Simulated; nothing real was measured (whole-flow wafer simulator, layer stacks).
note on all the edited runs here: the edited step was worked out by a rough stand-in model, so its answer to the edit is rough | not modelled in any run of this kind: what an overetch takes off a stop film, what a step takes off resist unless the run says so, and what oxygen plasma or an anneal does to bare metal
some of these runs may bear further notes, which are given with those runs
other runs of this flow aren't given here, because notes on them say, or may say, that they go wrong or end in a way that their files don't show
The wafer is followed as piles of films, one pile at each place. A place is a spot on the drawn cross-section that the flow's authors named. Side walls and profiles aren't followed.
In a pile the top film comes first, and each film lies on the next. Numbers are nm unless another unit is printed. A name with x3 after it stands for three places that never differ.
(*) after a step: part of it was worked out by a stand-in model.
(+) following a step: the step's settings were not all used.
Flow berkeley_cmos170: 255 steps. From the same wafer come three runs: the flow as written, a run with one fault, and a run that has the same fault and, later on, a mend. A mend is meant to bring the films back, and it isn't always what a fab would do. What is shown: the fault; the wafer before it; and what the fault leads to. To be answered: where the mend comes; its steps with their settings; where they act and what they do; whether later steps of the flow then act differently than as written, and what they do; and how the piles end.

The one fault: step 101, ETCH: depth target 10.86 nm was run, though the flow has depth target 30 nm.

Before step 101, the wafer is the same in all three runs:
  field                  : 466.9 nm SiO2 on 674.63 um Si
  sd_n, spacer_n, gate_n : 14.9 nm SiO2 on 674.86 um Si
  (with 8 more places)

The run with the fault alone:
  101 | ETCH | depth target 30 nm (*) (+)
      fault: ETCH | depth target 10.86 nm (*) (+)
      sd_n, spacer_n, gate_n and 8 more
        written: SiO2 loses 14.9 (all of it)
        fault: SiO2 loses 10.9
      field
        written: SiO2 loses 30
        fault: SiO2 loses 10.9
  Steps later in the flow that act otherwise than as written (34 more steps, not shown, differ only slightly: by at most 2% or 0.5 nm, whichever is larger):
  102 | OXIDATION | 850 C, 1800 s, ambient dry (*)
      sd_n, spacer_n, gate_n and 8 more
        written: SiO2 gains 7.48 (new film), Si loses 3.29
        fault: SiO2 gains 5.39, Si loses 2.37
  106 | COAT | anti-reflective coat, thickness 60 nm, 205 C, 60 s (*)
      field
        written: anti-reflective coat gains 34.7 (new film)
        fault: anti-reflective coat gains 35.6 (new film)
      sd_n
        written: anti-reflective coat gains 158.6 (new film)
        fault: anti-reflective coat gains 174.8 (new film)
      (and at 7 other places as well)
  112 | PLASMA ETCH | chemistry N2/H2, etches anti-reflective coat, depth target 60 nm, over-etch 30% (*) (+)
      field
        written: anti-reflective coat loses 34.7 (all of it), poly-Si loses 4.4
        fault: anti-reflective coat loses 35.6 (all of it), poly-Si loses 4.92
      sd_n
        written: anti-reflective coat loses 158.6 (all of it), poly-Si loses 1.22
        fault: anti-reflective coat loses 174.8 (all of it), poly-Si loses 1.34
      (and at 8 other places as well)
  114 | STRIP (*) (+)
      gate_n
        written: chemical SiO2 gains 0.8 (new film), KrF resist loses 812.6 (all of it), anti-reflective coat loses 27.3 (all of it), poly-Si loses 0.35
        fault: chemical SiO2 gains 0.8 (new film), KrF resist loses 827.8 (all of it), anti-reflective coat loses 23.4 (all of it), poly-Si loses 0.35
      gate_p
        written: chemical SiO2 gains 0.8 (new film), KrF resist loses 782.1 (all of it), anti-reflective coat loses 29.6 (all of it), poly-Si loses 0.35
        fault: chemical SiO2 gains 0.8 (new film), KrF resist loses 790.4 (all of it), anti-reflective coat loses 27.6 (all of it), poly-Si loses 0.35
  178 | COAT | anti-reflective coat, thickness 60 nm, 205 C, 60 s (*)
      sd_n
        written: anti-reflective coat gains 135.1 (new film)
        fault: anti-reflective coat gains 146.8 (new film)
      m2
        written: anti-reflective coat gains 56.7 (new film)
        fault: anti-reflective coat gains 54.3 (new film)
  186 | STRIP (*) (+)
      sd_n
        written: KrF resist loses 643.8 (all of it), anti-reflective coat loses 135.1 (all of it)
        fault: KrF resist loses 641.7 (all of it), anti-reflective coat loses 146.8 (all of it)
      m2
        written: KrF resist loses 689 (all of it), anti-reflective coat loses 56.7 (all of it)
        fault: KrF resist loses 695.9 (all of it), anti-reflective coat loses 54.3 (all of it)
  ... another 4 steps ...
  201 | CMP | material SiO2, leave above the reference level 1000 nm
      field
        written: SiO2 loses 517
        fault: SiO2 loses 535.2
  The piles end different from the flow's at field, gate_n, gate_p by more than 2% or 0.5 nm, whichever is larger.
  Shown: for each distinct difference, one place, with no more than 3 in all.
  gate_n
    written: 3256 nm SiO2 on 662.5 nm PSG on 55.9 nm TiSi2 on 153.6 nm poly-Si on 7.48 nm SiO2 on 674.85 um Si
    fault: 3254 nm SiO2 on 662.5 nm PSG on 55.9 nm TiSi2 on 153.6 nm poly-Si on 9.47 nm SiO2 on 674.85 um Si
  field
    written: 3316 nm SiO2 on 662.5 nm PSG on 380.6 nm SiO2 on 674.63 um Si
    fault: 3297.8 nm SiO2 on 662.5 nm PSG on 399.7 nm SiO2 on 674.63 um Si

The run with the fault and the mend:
  The mend follows step 101.
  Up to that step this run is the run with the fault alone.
  101a | ETCH | depth target 19.14 nm (*) (+) (the flow's step 101 again, with other settings)
      sd_n, spacer_n, gate_n and 8 more
        SiO2 loses 4.08 (all of it)
      field
        SiO2 loses 19.1
  Every later step of the flow that is run acts as written at every place that is followed.
  At every place that both follow, the piles at the end match the flow's.
